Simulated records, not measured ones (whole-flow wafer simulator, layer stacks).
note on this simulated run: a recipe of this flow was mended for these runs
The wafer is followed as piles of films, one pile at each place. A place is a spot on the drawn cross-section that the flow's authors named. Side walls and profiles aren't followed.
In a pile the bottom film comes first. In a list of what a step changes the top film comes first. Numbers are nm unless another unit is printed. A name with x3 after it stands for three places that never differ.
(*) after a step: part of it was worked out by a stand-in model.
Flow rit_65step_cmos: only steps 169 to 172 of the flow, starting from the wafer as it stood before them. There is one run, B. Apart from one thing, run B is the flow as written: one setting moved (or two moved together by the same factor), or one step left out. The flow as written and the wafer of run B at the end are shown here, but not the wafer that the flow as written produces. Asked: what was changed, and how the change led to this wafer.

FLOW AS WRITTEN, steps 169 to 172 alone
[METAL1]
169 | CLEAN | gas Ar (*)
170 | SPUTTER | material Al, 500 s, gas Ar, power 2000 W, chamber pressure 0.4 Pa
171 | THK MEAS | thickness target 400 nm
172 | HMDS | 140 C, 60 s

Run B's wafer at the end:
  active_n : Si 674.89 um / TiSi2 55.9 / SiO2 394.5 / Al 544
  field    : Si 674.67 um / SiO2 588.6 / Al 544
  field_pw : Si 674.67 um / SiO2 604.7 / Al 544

The reason: step 170, SPUTTER: power 2720 W was run, whereas the flow has power 2000 W.

Step by step, how the change led to this:
  170 | SPUTTER | material Al, 500 s, gas Ar, power 2000 W, chamber pressure 0.4 Pa
      field, field_pw, field_nw and 10 more: Al gains 544 (new film) (as written it would have been: Al gains 400 (new film))
      contact: Al gains 335.6 (new film) (as written it would have been: Al gains 255.4 (new film))
